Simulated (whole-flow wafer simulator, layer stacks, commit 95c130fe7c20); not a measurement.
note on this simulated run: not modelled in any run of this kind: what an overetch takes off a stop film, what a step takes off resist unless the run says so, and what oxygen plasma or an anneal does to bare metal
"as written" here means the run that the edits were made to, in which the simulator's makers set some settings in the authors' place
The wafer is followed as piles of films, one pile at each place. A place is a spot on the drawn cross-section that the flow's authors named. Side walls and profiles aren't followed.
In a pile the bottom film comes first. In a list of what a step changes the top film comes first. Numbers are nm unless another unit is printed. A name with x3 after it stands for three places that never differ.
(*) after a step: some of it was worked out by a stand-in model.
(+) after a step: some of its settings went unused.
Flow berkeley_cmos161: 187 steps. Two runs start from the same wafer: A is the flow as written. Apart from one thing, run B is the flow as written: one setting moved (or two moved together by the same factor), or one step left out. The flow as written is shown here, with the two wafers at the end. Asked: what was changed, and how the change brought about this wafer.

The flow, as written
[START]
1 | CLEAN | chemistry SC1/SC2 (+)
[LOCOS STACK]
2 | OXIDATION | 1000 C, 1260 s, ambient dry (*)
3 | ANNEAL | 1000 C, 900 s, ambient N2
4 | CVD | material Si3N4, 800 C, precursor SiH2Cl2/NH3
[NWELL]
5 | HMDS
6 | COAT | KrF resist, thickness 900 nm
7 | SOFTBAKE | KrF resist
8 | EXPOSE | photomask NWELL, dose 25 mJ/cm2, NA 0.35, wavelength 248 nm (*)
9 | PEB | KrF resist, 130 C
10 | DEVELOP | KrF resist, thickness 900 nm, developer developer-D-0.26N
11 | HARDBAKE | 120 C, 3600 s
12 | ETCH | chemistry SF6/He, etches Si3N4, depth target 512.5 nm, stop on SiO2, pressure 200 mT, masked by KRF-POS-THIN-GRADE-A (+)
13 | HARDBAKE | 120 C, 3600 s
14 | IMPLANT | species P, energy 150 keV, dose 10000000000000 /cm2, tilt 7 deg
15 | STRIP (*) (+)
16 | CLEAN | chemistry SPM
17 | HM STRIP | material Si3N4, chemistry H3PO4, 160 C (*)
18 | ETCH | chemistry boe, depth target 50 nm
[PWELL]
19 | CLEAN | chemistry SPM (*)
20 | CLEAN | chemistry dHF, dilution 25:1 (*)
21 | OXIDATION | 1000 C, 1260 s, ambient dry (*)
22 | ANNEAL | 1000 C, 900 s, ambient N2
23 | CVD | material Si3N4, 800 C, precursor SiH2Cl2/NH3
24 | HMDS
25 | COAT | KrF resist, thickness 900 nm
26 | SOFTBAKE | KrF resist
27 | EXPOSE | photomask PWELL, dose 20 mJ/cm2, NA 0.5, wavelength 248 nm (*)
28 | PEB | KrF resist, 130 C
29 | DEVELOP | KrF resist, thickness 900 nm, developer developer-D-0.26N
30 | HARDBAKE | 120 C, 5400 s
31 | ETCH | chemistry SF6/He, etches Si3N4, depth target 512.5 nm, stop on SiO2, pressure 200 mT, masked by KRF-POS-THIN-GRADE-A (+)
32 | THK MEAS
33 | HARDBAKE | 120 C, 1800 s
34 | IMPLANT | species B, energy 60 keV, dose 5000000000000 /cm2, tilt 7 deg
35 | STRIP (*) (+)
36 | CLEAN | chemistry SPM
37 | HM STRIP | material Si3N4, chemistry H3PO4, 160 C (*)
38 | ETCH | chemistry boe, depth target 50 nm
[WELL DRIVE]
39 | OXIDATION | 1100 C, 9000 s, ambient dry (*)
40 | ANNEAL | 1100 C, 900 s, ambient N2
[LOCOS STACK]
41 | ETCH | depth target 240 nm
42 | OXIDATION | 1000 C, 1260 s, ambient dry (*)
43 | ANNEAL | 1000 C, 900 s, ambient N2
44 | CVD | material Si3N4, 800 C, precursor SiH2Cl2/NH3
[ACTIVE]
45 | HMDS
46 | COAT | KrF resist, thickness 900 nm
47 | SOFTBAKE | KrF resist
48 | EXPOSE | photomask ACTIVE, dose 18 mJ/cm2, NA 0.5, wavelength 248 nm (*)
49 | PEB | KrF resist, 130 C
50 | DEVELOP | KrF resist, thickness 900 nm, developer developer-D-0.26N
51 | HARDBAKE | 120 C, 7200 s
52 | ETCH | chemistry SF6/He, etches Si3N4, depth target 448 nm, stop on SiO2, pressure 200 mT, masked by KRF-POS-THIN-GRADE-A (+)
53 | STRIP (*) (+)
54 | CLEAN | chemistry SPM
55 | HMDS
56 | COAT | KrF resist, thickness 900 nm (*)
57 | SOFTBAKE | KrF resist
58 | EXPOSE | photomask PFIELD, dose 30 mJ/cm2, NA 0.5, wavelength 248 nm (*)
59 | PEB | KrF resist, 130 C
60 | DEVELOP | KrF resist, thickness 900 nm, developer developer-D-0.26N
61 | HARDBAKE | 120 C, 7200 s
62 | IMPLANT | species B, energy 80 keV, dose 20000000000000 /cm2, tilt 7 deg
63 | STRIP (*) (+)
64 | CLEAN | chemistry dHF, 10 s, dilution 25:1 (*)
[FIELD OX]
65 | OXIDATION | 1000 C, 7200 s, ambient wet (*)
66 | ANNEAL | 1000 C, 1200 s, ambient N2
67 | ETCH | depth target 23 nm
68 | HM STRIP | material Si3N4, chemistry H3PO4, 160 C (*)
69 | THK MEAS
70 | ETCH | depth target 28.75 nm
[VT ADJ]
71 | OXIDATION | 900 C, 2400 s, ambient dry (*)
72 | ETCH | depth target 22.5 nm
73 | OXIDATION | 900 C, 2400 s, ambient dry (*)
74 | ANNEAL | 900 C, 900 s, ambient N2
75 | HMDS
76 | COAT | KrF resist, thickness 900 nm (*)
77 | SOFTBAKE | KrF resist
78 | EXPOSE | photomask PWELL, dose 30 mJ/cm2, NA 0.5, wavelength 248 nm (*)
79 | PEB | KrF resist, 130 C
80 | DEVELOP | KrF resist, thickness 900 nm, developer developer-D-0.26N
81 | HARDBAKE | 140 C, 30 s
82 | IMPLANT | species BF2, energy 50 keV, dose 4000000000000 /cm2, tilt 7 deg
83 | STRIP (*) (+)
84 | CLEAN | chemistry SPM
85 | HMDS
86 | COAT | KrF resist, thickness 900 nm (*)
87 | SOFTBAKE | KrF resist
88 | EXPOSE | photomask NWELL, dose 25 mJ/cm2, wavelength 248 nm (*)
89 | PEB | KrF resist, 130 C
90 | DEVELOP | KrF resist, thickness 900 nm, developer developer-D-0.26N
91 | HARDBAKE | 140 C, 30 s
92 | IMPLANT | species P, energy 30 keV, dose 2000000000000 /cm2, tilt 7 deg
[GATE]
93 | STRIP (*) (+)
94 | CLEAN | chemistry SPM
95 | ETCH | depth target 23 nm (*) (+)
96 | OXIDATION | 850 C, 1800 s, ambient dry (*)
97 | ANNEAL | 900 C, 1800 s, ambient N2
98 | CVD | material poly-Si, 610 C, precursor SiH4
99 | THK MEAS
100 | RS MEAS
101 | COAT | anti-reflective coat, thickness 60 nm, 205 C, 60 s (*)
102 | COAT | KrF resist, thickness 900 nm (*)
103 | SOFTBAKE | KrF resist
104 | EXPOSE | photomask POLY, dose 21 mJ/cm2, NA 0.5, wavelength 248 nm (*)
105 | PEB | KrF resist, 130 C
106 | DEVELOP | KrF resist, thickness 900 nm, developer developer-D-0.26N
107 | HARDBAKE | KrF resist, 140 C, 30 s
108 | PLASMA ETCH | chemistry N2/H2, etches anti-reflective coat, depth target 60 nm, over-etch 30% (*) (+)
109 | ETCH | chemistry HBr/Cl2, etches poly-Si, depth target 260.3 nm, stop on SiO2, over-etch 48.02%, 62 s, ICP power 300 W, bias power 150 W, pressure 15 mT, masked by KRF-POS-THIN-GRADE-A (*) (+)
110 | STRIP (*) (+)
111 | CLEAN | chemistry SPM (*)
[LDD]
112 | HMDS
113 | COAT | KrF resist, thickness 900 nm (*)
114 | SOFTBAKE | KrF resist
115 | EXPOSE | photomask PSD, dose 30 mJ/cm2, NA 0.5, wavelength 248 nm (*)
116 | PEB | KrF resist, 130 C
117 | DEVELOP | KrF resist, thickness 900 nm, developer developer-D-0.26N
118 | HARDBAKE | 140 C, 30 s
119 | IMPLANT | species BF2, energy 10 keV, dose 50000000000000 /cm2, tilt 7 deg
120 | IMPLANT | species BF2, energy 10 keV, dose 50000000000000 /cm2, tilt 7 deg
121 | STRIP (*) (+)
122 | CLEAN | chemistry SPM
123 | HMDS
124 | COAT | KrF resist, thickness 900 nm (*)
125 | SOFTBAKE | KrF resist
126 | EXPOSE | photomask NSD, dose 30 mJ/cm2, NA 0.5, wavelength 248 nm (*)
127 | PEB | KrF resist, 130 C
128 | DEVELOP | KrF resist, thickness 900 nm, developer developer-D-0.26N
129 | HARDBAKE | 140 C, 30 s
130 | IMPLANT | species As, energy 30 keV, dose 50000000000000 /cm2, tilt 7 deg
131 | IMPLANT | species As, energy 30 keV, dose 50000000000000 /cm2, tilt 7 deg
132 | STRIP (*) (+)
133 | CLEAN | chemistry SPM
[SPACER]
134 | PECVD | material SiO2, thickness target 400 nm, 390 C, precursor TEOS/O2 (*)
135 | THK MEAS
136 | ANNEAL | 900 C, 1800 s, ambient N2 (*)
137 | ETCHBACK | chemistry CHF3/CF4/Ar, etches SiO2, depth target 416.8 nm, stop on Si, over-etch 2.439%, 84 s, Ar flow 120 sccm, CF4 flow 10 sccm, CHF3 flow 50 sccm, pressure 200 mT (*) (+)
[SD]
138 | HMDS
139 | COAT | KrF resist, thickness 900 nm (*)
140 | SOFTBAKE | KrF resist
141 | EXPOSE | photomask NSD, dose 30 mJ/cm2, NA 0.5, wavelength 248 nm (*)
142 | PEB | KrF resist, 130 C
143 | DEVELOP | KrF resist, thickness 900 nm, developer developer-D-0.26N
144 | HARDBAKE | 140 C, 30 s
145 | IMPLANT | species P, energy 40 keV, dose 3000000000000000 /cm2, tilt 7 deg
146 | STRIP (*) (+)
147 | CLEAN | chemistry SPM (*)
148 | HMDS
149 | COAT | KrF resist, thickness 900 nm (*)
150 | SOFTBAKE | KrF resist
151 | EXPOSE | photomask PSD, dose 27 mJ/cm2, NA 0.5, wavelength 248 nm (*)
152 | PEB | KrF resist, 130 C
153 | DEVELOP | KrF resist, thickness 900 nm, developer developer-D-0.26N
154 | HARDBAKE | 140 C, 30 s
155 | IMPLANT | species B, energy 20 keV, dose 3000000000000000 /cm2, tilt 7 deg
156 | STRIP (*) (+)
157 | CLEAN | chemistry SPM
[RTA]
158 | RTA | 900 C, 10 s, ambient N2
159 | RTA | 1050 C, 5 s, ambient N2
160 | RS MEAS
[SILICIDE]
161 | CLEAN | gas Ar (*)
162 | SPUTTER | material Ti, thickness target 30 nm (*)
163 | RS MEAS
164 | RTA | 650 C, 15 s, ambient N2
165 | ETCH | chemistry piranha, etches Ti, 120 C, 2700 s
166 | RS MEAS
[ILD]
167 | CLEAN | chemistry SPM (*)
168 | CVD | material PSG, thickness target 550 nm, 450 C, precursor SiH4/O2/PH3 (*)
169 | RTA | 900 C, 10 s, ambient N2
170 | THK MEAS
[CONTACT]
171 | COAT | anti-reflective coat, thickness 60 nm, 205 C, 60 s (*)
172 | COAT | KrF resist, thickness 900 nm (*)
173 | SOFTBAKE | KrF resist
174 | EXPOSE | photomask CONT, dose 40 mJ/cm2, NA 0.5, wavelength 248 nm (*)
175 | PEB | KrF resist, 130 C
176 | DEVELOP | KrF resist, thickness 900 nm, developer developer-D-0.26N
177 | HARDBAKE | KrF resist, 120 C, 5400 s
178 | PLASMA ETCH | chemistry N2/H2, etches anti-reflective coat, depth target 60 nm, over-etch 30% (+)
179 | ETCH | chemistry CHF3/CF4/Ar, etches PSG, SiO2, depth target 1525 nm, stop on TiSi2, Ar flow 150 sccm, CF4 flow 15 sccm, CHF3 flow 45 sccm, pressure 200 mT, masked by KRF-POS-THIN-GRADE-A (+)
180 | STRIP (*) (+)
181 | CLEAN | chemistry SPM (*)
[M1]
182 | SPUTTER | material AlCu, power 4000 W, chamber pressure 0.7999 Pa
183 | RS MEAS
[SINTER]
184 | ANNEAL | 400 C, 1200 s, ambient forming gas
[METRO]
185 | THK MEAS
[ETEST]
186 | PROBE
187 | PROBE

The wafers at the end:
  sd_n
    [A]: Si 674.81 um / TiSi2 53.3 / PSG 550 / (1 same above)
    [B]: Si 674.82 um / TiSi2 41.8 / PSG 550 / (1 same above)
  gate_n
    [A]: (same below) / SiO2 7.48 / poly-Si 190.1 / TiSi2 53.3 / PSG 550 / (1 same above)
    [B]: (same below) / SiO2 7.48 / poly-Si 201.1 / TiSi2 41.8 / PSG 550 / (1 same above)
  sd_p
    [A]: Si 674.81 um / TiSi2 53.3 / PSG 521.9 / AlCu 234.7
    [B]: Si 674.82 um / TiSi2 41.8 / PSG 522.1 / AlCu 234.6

Cause: step 164, RTA: 618 C was run, though the flow has 650 C.

How this came from the change, step by step:
  164 | RTA | 650 C, 15 s, ambient N2
      sd_n, sd_p, contact, m1: A -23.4 Ti, +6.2 TiSi first (new film), +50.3 TiSi2 C49 (new film), -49 Si | B -18.6 Ti, +20.9 TiSi first (new film), +16.2 TiSi2 C49 (new film), -28.3 Si
      gate_n, gate_p: A -23.4 Ti, +6.2 TiSi first (new film), +50.3 TiSi2 C49 (new film), -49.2 poly-Si | B -18.6 Ti, +20.9 TiSi first (new film), +16.2 TiSi2 C49 (new film), -28.4 poly-Si
  165 | ETCH | chemistry piranha, etches Ti, 120 C, 2700 s
      sd_n, gate_n, sd_p, gate_p, contact, m1: A -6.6 Ti (all of it), -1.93 TiSi first | B -11.4 Ti (all of it), -1.93 TiSi first
  169 | RTA | 900 C, 10 s, ambient N2
      sd_n, sd_p, contact, m1: A under 1 film: +53.3 TiSi2 (new film), -4.27 TiSi first (all of it), -50.3 TiSi2 C49 (all of it), -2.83 Si | B under 1 film: +41.8 TiSi2 (new film), -19 TiSi first (all of it), -16.2 TiSi2 C49 (all of it), -12.6 Si
      gate_n, gate_p: A under 1 film: +53.3 TiSi2 (new film), -4.27 TiSi first (all of it), -50.3 TiSi2 C49 (all of it), -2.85 poly-Si | B under 1 film: +41.8 TiSi2 (new film), -19 TiSi first (all of it), -16.2 TiSi2 C49 (all of it), -12.7 poly-Si
